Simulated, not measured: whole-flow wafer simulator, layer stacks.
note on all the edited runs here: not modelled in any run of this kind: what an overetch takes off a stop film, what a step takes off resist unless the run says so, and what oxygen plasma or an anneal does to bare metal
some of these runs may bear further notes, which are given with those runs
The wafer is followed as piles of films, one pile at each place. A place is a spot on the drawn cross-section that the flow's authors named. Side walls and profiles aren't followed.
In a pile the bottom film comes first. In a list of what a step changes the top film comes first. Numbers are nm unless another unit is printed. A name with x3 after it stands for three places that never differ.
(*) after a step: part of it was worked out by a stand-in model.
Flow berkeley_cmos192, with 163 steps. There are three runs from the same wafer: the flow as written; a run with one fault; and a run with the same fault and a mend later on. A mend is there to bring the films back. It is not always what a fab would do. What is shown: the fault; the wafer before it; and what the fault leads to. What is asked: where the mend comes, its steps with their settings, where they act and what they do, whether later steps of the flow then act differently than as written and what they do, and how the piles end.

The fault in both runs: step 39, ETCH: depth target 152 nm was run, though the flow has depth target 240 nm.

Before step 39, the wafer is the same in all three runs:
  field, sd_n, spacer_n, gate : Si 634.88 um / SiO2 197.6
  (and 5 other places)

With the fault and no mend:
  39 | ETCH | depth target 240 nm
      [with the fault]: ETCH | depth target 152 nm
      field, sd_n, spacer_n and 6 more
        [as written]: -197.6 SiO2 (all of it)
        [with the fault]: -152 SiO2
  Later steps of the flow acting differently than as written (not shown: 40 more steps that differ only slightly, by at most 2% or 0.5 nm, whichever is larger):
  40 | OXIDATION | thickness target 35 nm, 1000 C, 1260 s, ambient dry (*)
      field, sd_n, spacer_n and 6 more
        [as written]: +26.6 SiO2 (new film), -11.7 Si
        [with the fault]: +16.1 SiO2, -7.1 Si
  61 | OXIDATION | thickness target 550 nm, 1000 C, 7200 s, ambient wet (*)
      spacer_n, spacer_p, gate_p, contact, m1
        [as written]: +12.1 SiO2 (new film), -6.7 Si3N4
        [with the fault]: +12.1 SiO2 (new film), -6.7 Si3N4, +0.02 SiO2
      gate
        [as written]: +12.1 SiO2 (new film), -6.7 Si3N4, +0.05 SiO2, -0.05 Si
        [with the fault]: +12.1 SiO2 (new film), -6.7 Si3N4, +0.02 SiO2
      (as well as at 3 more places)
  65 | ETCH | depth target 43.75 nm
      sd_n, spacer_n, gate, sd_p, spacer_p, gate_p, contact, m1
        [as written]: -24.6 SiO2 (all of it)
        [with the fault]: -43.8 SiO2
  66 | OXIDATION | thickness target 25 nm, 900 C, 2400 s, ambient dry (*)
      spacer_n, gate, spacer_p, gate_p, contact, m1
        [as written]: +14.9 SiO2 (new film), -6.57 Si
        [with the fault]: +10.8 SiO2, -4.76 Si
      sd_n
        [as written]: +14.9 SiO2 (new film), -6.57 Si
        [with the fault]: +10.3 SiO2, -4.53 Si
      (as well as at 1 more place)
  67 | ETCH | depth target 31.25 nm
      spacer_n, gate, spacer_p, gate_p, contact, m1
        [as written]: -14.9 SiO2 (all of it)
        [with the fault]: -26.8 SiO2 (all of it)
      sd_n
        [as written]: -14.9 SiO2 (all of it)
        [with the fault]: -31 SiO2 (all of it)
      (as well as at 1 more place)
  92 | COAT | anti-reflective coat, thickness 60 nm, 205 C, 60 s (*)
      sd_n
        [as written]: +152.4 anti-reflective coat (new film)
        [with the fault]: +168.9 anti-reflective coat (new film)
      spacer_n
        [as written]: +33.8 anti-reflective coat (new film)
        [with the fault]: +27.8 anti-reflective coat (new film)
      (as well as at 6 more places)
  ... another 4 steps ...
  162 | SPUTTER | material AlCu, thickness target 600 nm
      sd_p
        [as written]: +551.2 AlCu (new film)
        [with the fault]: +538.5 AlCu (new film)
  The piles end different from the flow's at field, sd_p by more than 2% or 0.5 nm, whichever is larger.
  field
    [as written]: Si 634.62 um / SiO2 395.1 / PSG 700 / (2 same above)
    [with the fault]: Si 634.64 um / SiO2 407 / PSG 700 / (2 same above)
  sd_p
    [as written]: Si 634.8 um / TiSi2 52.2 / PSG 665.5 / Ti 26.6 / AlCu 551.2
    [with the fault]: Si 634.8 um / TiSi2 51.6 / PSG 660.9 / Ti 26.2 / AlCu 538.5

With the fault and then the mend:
  The mend follows step 39.
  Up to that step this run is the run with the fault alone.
  39a | ETCH | depth target 88 nm (the flow's step 39, run once more with other settings)
      field, sd_n, spacer_n and 6 more
        -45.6 SiO2 (all of it)
  Every later step of the flow that is run acts as written at every place that is followed.
  At every place that both follow, the piles at the end match the flow's.
